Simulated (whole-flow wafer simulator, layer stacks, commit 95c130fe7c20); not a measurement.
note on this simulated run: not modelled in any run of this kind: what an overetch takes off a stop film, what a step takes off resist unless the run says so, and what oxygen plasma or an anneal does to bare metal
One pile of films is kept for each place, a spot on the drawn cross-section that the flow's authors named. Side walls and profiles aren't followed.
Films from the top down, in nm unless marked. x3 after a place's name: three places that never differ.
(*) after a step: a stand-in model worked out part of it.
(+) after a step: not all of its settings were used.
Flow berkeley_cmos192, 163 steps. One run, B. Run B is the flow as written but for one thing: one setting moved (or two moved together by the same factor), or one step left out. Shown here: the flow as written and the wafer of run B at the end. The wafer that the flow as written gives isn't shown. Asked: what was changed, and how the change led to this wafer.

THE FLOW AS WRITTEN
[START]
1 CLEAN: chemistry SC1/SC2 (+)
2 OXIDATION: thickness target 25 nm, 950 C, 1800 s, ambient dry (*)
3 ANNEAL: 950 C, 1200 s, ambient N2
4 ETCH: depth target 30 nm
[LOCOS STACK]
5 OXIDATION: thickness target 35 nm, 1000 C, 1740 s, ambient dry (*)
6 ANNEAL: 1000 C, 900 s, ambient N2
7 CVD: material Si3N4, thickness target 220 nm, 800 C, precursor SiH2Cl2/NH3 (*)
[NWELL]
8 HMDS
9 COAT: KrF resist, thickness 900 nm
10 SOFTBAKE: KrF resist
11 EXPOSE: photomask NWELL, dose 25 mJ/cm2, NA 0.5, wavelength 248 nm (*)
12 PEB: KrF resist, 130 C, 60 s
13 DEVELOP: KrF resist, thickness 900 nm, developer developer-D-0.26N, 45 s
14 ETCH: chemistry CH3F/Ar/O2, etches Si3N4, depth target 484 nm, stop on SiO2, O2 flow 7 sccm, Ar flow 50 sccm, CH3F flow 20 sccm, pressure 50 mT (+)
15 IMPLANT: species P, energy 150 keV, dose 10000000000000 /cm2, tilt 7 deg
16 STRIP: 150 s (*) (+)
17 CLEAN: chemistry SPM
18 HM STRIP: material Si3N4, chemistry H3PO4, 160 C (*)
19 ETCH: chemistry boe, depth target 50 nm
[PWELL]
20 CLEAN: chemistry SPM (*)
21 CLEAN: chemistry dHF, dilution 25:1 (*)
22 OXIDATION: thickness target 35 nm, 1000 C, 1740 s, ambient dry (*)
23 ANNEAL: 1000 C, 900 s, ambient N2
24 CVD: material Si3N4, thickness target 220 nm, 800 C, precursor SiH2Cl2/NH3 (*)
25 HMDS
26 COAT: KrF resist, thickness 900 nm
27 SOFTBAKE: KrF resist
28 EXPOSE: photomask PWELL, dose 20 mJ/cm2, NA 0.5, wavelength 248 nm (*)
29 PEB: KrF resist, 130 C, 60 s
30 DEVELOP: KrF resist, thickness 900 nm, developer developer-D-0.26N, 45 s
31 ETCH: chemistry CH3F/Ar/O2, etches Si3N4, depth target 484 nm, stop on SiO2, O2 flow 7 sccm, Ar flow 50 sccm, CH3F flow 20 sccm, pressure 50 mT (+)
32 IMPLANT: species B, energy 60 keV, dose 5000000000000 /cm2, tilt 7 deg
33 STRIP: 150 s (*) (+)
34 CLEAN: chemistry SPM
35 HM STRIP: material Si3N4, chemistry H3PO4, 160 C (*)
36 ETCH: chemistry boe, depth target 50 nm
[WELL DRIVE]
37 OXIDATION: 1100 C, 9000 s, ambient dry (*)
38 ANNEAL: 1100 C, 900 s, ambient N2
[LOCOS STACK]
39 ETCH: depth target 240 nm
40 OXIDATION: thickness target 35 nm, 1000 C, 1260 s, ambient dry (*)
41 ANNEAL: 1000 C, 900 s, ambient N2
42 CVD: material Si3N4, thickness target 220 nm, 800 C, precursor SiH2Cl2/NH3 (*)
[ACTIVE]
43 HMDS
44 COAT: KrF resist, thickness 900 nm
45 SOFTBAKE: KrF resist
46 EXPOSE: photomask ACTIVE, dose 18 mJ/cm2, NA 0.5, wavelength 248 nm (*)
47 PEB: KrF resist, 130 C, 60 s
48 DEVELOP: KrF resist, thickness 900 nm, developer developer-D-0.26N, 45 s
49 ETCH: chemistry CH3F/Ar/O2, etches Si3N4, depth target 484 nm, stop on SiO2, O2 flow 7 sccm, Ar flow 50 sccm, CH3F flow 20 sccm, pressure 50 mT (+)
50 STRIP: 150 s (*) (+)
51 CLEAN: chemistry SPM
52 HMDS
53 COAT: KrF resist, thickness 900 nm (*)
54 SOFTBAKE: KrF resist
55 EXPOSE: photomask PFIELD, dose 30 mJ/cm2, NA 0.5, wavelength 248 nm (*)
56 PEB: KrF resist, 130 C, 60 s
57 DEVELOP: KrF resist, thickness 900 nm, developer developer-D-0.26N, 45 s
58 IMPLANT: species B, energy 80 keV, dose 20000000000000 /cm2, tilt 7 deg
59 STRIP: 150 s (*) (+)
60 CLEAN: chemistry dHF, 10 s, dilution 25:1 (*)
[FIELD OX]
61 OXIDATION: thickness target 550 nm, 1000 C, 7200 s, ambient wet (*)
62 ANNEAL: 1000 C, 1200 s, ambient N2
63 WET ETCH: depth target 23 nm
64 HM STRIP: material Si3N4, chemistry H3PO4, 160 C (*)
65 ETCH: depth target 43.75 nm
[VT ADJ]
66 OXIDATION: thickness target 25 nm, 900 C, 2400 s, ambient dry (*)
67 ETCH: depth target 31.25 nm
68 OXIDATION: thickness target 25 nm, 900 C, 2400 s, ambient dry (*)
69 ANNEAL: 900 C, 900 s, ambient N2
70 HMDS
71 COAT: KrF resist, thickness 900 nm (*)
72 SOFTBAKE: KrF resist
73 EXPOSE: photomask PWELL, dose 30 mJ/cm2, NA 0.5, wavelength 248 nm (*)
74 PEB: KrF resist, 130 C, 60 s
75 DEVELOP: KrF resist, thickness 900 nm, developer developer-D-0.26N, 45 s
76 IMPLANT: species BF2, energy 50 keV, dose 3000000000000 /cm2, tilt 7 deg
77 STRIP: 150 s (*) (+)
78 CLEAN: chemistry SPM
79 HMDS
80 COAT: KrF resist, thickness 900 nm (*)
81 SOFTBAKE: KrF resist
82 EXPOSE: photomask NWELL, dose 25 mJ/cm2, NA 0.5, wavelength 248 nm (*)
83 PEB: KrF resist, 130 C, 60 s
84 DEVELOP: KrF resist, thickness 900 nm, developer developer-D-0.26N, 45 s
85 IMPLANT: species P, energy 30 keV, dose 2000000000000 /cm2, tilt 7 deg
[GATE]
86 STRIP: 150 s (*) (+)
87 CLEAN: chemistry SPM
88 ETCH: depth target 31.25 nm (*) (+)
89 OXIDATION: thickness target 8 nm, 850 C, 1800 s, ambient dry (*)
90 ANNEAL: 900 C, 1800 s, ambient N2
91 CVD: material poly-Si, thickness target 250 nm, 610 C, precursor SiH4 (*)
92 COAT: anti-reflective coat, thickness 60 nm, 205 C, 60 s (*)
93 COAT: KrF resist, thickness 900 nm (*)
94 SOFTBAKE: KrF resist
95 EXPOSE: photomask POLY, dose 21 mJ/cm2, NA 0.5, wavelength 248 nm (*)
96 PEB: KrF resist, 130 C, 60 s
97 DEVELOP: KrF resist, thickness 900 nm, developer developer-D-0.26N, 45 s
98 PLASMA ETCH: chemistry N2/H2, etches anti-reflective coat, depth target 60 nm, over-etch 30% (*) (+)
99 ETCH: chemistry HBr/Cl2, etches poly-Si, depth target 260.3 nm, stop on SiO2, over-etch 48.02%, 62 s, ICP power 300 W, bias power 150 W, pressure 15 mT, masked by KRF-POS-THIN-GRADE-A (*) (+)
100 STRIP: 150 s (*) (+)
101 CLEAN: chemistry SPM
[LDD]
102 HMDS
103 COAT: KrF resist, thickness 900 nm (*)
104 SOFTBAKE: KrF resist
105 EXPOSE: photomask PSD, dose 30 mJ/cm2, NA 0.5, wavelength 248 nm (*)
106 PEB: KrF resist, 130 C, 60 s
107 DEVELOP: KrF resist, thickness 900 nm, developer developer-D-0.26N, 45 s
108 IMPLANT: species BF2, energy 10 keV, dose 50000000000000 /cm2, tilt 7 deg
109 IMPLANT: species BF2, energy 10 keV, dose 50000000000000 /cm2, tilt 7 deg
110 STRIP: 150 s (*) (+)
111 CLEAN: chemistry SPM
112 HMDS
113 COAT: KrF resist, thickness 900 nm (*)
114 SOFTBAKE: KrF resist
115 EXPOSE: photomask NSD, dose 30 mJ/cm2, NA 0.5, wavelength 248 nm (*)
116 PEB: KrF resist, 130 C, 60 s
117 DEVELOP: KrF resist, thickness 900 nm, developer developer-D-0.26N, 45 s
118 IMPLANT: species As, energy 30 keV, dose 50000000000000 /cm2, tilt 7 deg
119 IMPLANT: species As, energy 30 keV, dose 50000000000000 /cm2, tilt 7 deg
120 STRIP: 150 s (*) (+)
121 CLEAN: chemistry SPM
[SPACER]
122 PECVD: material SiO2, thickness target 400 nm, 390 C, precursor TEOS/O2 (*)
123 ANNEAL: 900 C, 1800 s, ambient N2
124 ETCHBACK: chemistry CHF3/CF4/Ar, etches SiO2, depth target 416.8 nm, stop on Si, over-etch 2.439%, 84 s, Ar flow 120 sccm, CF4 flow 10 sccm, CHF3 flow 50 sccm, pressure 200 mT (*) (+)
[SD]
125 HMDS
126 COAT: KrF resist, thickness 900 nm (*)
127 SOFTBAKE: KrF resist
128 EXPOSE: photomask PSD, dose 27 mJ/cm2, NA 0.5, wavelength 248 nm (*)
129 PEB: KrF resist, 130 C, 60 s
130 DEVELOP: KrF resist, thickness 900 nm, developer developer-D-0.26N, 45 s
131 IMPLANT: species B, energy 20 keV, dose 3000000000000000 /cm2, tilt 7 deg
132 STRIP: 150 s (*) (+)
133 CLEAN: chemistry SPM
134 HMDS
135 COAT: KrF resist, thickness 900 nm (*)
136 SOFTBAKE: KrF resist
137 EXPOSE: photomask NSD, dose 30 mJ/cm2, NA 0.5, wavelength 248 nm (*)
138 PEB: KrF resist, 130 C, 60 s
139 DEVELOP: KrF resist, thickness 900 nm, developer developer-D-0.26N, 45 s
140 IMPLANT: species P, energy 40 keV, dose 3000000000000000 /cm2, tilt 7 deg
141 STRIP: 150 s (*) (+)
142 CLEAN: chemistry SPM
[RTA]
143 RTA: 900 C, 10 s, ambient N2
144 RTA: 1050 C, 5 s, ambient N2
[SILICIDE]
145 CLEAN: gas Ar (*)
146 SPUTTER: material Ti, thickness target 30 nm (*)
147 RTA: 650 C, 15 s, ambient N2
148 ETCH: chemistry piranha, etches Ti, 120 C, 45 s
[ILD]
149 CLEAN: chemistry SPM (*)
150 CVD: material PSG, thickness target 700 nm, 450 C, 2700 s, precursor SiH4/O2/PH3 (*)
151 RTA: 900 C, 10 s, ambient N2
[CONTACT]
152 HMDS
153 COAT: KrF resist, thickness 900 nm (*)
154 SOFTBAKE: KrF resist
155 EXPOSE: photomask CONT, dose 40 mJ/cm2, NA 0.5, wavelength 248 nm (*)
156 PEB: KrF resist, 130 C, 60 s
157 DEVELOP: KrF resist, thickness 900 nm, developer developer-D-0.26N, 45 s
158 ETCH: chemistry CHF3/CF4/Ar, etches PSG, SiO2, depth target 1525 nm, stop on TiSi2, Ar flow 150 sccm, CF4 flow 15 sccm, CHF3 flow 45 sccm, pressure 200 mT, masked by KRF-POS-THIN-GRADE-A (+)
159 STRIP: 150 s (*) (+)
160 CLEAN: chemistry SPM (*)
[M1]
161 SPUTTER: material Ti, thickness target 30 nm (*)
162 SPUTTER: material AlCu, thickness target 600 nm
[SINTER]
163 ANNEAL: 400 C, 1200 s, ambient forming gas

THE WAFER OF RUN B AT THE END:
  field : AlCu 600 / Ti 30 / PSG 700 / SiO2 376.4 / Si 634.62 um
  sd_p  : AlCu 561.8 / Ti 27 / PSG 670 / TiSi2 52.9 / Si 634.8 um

The cause: step 67, ETCH: depth target 50 nm was run, where the flow has depth target 31.25 nm.

How the change led to this, step by step:
  67 ETCH: depth target 31.25 nm
      field: SiO2 -50 (as written it would be: SiO2 -31.2)
  92 COAT: anti-reflective coat, thickness 60 nm, 205 C, 60 s (*)
      sd_n: anti-reflective coat +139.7 (new film) (as written it would be: anti-reflective coat +152.4 (new film))
      spacer_n: anti-reflective coat +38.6 (new film) (as written it would be: anti-reflective coat +33.8 (new film))
      (and at 6 more places)
  98 PLASMA ETCH: chemistry N2/H2, etches anti-reflective coat, depth target 60 nm, over-etch 30% (*) (+)
      sd_n: anti-reflective coat -139.7 (all of it), poly-Si -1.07 (as written it would be: anti-reflective coat -152.4 (all of it), poly-Si -1.17)
      spacer_n: anti-reflective coat -38.6 (all of it), poly-Si -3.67 (as written it would be: anti-reflective coat -33.8 (all of it), poly-Si -4.21)
      (and at 4 more places)
  100 STRIP: 150 s (*) (+)
      gate: chemical SiO2 +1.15 (new film), KrF resist -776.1 (all of it), anti-reflective coat -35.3 (all of it), poly-Si -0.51 (as written it would be: chemical SiO2 +1.15 (new film), KrF resist -791.8 (all of it), anti-reflective coat -30 (all of it), poly-Si -0.51)
      gate_p: chemical SiO2 +1.15 (new film), KrF resist -754.3 (all of it), anti-reflective coat -35 (all of it), poly-Si -0.51 (as written it would be: chemical SiO2 +1.15 (new film), KrF resist -765.1 (all of it), anti-reflective coat -31 (all of it), poly-Si -0.51)
  147 RTA: 650 C, 15 s, ambient N2
      sd_p: Ti -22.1, TiSi first +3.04 (new film), TiSi2 C49 +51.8 (new film), Si -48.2 (as written it would be: Ti -21.9, TiSi first +2.35 (new film), TiSi2 C49 +52.1 (new film), Si -48.1)
  151 RTA: 900 C, 10 s, ambient N2
      sd_p: under 1 film: TiSi2 +52.9 (new film), TiSi first -2.93 (all of it), TiSi2 C49 -51.8 (all of it), Si -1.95 (as written it would be: under 1 film: TiSi2 +52.2 (new film), TiSi first -2.25 (all of it), TiSi2 C49 -52.1 (all of it), Si -1.5)
